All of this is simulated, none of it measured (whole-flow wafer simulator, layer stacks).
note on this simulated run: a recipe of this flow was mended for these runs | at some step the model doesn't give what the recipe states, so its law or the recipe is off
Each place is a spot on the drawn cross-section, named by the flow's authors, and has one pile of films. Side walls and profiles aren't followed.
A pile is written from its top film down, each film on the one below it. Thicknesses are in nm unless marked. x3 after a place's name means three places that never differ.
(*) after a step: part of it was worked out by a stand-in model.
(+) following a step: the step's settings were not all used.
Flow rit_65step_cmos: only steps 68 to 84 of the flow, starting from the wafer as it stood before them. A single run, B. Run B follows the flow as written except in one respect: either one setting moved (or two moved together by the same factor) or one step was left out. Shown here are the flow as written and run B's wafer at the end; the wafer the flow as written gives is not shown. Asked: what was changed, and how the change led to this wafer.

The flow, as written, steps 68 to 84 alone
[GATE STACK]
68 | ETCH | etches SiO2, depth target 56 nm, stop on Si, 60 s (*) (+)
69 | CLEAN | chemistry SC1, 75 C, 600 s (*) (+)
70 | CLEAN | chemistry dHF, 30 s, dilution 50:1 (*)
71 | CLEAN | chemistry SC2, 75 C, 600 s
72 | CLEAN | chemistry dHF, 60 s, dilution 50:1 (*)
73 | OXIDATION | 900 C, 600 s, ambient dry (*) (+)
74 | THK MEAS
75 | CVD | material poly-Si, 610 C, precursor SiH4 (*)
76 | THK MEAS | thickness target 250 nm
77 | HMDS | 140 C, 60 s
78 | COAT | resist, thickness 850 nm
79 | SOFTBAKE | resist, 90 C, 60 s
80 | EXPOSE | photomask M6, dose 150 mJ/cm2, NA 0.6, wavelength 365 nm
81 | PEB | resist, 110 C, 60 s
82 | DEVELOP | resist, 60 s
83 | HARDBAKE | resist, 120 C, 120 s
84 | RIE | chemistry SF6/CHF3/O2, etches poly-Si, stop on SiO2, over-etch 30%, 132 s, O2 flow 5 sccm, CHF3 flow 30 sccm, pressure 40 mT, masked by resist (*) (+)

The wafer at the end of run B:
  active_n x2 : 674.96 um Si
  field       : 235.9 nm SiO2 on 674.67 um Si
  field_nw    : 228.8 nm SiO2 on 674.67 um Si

Cause: step 75, CVD: 587 C was run, though the flow has 610 C.

The path from the change to this, step by step:
  75 | CVD | material poly-Si, 610 C, precursor SiH4 (*)
      field, field_pw, field_nw and 11 more: poly-Si gains 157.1 (new film) (as written it would have been: poly-Si gains 250 (new film))
  84 | RIE | chemistry SF6/CHF3/O2, etches poly-Si, stop on SiO2, over-etch 30%, 132 s, O2 flow 5 sccm, CHF3 flow 30 sccm, pressure 40 mT, masked by resist (*) (+)
      active_n x2, spacer, spacer_p, sd_n, sd_p, contact, m1: poly-Si loses 157.1 (all of it), SiO2 loses 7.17 (all of it) (as written it would have been: poly-Si loses 250 (all of it), SiO2 loses 2.76)
      field, field_pw, field_nw, field_p: poly-Si loses 157.1 (all of it), SiO2 loses 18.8 (as written it would have been: poly-Si loses 250 (all of it), SiO2 loses 2.76)
